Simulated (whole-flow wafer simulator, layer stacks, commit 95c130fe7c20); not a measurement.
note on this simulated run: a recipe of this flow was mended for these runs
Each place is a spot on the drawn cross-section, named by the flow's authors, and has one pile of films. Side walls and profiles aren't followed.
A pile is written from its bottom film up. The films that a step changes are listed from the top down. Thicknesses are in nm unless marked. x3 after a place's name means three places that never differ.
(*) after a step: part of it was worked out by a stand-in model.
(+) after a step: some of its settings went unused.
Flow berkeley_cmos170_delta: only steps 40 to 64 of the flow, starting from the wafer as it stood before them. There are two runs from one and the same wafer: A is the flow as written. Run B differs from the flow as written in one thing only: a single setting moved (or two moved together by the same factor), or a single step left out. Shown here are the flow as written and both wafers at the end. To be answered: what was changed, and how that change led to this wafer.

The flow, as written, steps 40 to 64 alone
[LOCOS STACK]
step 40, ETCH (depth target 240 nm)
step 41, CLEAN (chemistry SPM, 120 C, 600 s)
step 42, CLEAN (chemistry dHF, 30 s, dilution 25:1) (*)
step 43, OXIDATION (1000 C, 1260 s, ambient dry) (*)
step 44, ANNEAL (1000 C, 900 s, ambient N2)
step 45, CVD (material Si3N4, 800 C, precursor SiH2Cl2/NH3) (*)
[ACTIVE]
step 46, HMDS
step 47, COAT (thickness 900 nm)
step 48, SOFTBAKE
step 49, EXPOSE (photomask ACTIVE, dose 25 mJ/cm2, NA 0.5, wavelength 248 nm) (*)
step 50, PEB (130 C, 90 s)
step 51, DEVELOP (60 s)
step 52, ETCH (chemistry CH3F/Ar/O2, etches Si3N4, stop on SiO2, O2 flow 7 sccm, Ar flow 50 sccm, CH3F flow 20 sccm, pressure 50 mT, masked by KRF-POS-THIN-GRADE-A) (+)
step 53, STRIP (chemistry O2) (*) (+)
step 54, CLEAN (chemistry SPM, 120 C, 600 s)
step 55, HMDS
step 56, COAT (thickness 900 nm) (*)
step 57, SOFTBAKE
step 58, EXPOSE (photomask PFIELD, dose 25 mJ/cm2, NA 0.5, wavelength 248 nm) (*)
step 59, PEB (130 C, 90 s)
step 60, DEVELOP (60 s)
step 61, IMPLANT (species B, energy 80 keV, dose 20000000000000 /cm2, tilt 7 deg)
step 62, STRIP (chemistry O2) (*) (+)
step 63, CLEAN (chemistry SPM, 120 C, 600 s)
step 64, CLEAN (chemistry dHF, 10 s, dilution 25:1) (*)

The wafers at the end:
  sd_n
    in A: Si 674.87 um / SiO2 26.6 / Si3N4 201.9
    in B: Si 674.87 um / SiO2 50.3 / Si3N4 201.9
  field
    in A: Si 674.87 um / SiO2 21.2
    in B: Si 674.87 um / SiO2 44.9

Cause: step 40, ETCH: depth target 160 nm was run, whereas the flow has depth target 240 nm.

The path from the change to this, step by step:
  step 40, ETCH (depth target 240 nm)
      field, sd_n, spacer_n and 6 more: A -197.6 SiO2 (all of it) | B -160 SiO2
  step 41, CLEAN (chemistry SPM, 120 C, 600 s)
      field, sd_n, spacer_n and 6 more: A +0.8 chemical SiO2 (new film), -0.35 Si | B nothing
  step 42, CLEAN (chemistry dHF, 30 s, dilution 25:1) (*)
      field, sd_n, spacer_n and 6 more: A -0.8 chemical SiO2 (all of it) | B -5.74 SiO2
  step 43, OXIDATION (1000 C, 1260 s, ambient dry) (*)
      field, sd_n, spacer_n and 6 more: A +26.6 SiO2 (new film), -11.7 Si | B +18.3 SiO2, -8.07 Si
